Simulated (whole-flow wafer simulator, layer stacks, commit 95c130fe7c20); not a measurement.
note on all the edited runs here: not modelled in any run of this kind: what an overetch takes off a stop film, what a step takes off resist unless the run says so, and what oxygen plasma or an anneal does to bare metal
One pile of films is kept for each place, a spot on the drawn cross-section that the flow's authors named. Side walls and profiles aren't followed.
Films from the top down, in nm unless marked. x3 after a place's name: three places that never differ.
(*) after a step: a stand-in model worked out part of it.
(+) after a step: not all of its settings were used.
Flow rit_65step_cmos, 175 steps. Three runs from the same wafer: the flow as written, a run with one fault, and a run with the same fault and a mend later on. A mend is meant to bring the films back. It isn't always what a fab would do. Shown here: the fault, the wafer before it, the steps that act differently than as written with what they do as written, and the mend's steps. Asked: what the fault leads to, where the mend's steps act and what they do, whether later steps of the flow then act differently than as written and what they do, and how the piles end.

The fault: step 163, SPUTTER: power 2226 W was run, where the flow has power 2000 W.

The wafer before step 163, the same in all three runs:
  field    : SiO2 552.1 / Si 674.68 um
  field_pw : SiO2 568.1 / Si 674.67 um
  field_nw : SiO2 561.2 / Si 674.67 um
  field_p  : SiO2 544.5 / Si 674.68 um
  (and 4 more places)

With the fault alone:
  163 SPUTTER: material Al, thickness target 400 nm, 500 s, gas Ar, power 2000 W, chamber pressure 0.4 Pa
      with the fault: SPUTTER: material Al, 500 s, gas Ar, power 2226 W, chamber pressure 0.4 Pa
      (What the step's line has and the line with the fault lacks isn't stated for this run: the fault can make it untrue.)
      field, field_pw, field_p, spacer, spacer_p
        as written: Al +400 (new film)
        with the fault: Al +445.2 (new film)
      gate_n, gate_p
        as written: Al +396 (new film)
        with the fault: Al +439.4 (new film)
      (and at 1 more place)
  Later steps of the flow that act differently than as written (3 more steps differ only slightly, by at most 2% or 0.5 nm, whichever is larger, and aren't shown):
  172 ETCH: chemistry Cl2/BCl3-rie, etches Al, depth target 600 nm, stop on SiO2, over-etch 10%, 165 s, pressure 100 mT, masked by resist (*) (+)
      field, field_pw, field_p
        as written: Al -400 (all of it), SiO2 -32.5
        with the fault: Al -445.2 (all of it), SiO2 -26.9
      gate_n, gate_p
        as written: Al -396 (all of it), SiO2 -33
        with the fault: Al -439.4 (all of it), SiO2 -27.6
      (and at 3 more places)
  At the end the piles differ from the flow's only slightly at the places that both follow, by at most 2% or 0.5 nm, whichever is larger.

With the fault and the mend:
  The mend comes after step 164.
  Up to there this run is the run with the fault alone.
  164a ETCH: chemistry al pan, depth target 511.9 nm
      field, field_pw, field_nw, field_p, spacer, spacer_p
        Al -445.2 (all of it)
      gate_n, gate_p
        Al -439.4 (all of it)
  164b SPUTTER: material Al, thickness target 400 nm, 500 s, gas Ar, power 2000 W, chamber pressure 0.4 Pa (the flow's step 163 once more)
      field, field_pw, field_p, spacer, spacer_p
        Al +400 (new film)
      gate_n, gate_p
        Al +396 (new film)
      field_nw
        Al +397.2 (new film)
  No later step of the flow acts differently than as written at any place that is followed.
  At the end the piles are the same as the flow's at every place that both follow.
